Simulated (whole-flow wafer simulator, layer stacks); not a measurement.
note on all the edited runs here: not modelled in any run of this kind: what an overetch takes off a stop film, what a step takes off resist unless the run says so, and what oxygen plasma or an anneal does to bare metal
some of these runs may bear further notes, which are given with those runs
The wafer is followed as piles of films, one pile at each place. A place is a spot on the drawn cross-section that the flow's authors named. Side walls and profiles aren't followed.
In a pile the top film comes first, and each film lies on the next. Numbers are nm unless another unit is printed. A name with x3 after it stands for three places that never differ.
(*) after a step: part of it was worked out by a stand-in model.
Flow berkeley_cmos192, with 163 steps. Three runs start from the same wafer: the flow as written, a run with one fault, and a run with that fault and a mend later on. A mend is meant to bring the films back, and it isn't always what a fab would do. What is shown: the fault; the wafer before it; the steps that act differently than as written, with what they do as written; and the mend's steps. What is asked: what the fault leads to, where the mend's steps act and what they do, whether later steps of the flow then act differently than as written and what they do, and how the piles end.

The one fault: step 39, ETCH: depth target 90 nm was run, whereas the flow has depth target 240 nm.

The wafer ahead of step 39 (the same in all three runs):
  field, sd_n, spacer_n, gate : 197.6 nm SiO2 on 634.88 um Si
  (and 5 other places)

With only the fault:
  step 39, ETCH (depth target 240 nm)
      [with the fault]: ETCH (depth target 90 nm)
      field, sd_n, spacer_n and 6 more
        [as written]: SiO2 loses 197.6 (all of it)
        [with the fault]: SiO2 loses 90
  Later steps of the flow acting differently than as written (not shown: 25 more steps that differ only slightly, by at most 2% or 0.5 nm, whichever is larger):
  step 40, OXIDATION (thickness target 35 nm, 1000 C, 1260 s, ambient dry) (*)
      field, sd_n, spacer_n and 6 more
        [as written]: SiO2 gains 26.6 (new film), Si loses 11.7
        [with the fault]: SiO2 gains 11.4, Si loses 5.04
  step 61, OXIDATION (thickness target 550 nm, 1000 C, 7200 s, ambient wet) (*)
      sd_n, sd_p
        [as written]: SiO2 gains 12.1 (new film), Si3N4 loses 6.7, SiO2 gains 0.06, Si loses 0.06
        [with the fault]: SiO2 gains 12.1 (new film), Si3N4 loses 6.7
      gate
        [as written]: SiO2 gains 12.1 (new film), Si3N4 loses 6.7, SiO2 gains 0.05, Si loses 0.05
        [with the fault]: SiO2 gains 12.1 (new film), Si3N4 loses 6.7
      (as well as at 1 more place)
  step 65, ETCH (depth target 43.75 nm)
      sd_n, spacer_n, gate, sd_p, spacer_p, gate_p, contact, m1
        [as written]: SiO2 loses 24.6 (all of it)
        [with the fault]: SiO2 loses 43.8
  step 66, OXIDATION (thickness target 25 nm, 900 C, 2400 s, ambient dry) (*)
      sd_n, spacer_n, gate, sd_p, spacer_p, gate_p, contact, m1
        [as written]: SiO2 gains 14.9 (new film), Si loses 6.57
        [with the fault]: SiO2 gains 7.31, Si loses 3.22
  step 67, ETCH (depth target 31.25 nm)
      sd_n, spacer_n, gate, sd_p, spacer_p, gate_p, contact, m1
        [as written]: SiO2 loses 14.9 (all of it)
        [with the fault]: SiO2 loses 31.2
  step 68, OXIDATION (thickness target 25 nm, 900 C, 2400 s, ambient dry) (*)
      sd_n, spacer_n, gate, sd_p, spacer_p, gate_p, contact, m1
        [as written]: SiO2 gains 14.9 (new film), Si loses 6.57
        [with the fault]: SiO2 gains 7.12, Si loses 3.13
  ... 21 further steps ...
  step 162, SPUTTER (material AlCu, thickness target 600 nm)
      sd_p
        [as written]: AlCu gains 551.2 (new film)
        [with the fault]: AlCu gains 521.2 (new film)
  By the end, the piles at field, spacer_n, gate, sd_p, spacer_p, gate_p depart from the flow's by more than 2% or 0.5 nm, whichever is larger.
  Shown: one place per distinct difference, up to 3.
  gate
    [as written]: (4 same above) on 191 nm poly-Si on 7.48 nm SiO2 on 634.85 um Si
    [with the fault]: (4 same above) on 191 nm poly-Si on 28.7 nm SiO2 on 634.86 um Si
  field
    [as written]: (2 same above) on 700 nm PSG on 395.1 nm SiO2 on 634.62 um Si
    [with the fault]: (2 same above) on 700 nm PSG on 429.2 nm SiO2 on 634.66 um Si
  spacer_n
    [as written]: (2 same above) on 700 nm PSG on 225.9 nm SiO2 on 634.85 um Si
    [with the fault]: (2 same above) on 700 nm PSG on 247.2 nm SiO2 on 634.86 um Si

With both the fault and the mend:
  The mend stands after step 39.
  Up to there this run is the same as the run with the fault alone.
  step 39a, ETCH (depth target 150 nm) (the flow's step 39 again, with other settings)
      field, sd_n, spacer_n and 6 more
        SiO2 loses 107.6 (all of it)
  None of the later steps of the flow acts differently than as written at any place that is followed.
  By the end, the piles equal the flow's at every place that both follow.
